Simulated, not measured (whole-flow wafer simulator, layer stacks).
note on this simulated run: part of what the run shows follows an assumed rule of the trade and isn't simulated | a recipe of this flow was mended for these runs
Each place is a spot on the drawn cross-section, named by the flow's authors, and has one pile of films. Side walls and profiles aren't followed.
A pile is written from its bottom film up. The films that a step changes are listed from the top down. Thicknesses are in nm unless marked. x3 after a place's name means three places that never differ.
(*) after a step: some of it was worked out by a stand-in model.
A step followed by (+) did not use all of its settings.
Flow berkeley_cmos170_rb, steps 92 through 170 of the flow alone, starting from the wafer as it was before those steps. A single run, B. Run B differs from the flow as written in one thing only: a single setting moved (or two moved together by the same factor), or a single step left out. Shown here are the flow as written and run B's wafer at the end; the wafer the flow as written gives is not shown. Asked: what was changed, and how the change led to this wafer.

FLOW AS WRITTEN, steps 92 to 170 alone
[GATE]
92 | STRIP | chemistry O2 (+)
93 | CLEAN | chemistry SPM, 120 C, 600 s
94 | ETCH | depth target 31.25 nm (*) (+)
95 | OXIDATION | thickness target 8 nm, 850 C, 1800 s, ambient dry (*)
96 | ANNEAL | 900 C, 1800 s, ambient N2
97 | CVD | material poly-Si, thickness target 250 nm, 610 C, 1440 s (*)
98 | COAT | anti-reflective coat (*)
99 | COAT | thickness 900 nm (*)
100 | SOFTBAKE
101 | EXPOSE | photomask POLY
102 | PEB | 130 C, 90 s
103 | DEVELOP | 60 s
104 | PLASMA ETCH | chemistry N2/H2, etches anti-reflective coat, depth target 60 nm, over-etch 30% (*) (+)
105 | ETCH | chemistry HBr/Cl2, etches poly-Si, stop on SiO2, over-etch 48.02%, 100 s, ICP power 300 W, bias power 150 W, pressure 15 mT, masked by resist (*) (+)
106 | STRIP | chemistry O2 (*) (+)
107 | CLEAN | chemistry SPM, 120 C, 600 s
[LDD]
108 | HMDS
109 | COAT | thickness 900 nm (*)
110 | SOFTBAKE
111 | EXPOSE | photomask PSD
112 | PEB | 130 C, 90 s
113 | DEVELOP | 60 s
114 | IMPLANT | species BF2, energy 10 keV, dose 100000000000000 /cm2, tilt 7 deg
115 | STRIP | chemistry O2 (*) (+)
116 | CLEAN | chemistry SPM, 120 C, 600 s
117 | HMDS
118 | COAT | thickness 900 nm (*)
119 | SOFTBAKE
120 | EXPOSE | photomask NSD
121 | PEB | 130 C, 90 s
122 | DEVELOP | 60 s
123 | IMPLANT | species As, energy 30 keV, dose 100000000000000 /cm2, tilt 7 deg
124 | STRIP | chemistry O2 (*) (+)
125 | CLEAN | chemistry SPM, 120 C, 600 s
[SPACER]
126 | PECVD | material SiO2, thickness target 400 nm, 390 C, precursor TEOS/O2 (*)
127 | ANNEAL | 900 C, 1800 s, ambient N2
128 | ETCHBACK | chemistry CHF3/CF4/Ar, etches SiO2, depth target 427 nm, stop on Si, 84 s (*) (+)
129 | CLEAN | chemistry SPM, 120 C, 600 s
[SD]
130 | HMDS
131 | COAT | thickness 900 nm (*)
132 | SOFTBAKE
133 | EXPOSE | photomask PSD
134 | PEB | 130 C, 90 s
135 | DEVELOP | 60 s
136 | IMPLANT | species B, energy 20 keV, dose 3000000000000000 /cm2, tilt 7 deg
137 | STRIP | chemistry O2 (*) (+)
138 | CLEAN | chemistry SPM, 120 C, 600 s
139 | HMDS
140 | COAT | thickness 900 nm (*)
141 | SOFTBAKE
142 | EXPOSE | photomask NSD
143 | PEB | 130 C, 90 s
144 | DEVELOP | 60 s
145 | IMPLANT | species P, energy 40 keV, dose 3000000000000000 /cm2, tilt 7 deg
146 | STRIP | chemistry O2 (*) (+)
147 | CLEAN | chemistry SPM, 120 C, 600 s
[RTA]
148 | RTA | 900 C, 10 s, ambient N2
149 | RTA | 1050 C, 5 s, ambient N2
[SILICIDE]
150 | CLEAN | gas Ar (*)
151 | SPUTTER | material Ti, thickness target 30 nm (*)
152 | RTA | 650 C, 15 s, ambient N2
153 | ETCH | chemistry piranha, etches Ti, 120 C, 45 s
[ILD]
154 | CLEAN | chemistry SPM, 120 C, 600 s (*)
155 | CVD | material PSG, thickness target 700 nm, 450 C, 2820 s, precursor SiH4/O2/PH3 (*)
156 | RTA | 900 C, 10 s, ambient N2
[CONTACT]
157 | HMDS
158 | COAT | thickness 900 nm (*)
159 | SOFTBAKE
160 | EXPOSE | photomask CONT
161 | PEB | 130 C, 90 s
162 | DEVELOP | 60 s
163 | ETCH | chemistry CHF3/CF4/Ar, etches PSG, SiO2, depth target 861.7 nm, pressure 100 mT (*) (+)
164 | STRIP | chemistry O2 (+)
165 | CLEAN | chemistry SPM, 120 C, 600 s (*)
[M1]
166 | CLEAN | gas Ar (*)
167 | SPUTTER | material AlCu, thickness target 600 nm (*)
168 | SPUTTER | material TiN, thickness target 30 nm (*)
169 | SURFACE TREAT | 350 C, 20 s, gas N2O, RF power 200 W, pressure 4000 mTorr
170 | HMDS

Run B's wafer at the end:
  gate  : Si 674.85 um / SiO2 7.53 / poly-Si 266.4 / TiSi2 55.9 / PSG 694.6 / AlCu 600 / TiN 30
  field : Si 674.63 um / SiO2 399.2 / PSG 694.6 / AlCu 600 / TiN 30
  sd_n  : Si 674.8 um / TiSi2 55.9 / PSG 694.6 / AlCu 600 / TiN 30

Cause: step 97, CVD: 1872 s was run, while the flow as written has 1440 s.

Step by step, how the change led to this:
  97 | CVD | material poly-Si, thickness target 250 nm, 610 C, 1440 s (*)
      field, sd_n, spacer_n and 6 more: +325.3 poly-Si (new film) (in the flow as written it would be: +250 poly-Si (new film))
  98 | COAT | anti-reflective coat (*)
      sd_n: +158 anti-reflective coat (new film) (in the flow as written it would be: +154.3 anti-reflective coat (new film))
      contact: +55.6 anti-reflective coat (new film) (in the flow as written it would be: +53.8 anti-reflective coat (new film))
  104 | PLASMA ETCH | chemistry N2/H2, etches anti-reflective coat, depth target 60 nm, over-etch 30% (*) (+)
      gate, gate_p: -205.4 KrF-resist (in the flow as written it would be: -200.6 KrF-resist)
      sd_n: -158 anti-reflective coat (all of it), -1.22 poly-Si (in the flow as written it would be: -154.3 anti-reflective coat (all of it), -1.19 poly-Si)
      (and at 1 other place as well)
  105 | ETCH | chemistry HBr/Cl2, etches poly-Si, stop on SiO2, over-etch 48.02%, 100 s, ICP power 300 W, bias power 150 W, pressure 15 mT, masked by resist (*) (+)
      spacer_n, spacer_p: -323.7 poly-Si (all of it), -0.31 SiO2 (in the flow as written it would be: -248.5 poly-Si (all of it), -1.53 SiO2)
      field: -320.2 poly-Si (all of it), -0.33 SiO2 (in the flow as written it would be: -245 poly-Si (all of it), -1.8 SiO2)
      (and at 4 other places as well)
  109 | COAT | thickness 900 nm (*)
      gate: +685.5 KrF-resist (new film) (in the flow as written it would be: +749.5 KrF-resist (new film))
      gate_p: +681.7 KrF-resist (new film) (in the flow as written it would be: +745.7 KrF-resist (new film))
  113 | DEVELOP | 60 s
      gate_p: -680.3 KrF-resist (all of it) (in the flow as written it would be: -744.1 KrF-resist (all of it))
  115 | STRIP | chemistry O2 (*) (+)
      gate: -669.1 KrF-resist (all of it), +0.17 chemical SiO2 (in the flow as written it would be: -733 KrF-resist (all of it), +0.17 chemical SiO2)
  118 | COAT | thickness 900 nm (*)
      gate: +685.5 KrF-resist (new film) (in the flow as written it would be: +748.7 KrF-resist (new film))
      gate_p: +681.6 KrF-resist (new film) (in the flow as written it would be: +744.7 KrF-resist (new film))
  122 | DEVELOP | 60 s
      gate: -684 KrF-resist (all of it) (in the flow as written it would be: -747.1 KrF-resist (all of it))
  124 | STRIP | chemistry O2 (*) (+)
      gate_p: -665.2 KrF-resist (all of it), +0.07 chemical SiO2 (in the flow as written it would be: -728.2 KrF-resist (all of it), +0.07 chemical SiO2)
  128 | ETCHBACK | chemistry CHF3/CF4/Ar, etches SiO2, depth target 427 nm, stop on Si, 84 s (*) (+)
      spacer_n, spacer_p: -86 SiO2 (in the flow as written it would be: -160.1 SiO2)
  131 | COAT | thickness 900 nm (*)
      spacer_n: +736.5 KrF-resist (new film) (in the flow as written it would be: +791.7 KrF-resist (new film))
      gate: +716.8 KrF-resist (new film) (in the flow as written it would be: +770.7 KrF-resist (new film))
      (and at 2 other places as well)
  135 | DEVELOP | 60 s
      spacer_p: -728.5 KrF-resist (all of it) (in the flow as written it would be: -783.4 KrF-resist (all of it))
      gate_p: -708.7 KrF-resist (all of it) (in the flow as written it would be: -762.3 KrF-resist (all of it))
  137 | STRIP | chemistry O2 (*) (+)
      spacer_n: -720 KrF-resist (all of it) (in the flow as written it would be: -775.1 KrF-resist (all of it))
      gate: -700.3 KrF-resist (all of it), +0.17 chemical SiO2, -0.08 poly-Si (in the flow as written it would be: -754.1 KrF-resist (all of it), +0.17 chemical SiO2, -0.08 poly-Si)
  140 | COAT | thickness 900 nm (*)
      spacer_n: +736.5 KrF-resist (new film) (in the flow as written it would be: +791.4 KrF-resist (new film))
      gate: +716.7 KrF-resist (new film) (in the flow as written it would be: +770.4 KrF-resist (new film))
      (and at 2 other places as well)
  144 | DEVELOP | 60 s
      spacer_n: -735 KrF-resist (all of it) (in the flow as written it would be: -789.7 KrF-resist (all of it))
      gate: -715.2 KrF-resist (all of it) (in the flow as written it would be: -768.7 KrF-resist (all of it))
  ... another 2 steps ...
  164 | STRIP | chemistry O2 (+)
      spacer_n: -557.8 KrF-resist (all of it) (in the flow as written it would be: -598.3 KrF-resist (all of it))
      gate: -542.2 KrF-resist (all of it) (in the flow as written it would be: -577.9 KrF-resist (all of it))
      (and at 3 other places as well)
